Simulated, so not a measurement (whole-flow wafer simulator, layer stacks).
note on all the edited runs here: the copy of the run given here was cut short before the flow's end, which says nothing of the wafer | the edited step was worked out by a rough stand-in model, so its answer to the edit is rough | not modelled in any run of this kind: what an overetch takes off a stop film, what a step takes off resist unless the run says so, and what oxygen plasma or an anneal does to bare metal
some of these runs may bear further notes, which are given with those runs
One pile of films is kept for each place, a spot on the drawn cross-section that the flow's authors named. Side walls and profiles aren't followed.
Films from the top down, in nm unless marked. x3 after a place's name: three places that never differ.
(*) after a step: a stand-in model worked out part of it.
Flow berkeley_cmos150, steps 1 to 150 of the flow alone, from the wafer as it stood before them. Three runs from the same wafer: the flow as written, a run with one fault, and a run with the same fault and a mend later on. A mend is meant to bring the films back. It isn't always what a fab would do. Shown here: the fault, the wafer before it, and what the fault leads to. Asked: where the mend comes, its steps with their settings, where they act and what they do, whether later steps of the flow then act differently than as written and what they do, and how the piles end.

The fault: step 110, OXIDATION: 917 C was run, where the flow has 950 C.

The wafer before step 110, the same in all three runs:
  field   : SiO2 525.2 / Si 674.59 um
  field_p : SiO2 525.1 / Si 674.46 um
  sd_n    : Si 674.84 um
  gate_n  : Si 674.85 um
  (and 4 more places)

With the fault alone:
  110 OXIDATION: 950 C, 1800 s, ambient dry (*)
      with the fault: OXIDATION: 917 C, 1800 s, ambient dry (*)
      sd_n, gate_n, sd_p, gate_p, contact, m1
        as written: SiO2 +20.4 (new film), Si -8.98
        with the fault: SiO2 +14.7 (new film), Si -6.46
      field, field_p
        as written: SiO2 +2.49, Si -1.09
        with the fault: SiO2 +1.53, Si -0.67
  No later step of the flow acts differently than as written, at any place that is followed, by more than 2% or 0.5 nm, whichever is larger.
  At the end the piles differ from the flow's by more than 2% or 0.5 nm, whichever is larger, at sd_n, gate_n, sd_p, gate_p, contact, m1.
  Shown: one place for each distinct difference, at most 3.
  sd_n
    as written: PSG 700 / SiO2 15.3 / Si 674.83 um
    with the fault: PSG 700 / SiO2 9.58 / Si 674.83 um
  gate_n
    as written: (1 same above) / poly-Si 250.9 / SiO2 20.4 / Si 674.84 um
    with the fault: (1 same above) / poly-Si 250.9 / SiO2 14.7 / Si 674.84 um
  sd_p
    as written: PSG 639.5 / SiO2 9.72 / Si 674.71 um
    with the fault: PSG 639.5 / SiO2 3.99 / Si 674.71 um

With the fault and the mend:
  The mend comes after step 110.
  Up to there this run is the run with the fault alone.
  110a OXIDATION: 950 C, 647 s, ambient dry (*) (the flow's step 110 once more, with other settings)
      sd_n, gate_n, sd_p, gate_p, contact, m1
        SiO2 +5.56, Si -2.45
      field, field_p
        SiO2 +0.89, Si -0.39
  No later step of the flow acts differently than as written, at any place that is followed, by more than 2% or 0.5 nm, whichever is larger.
  At the end the piles differ from the flow's only slightly at the places that both follow, by at most 2% or 0.5 nm, whichever is larger.
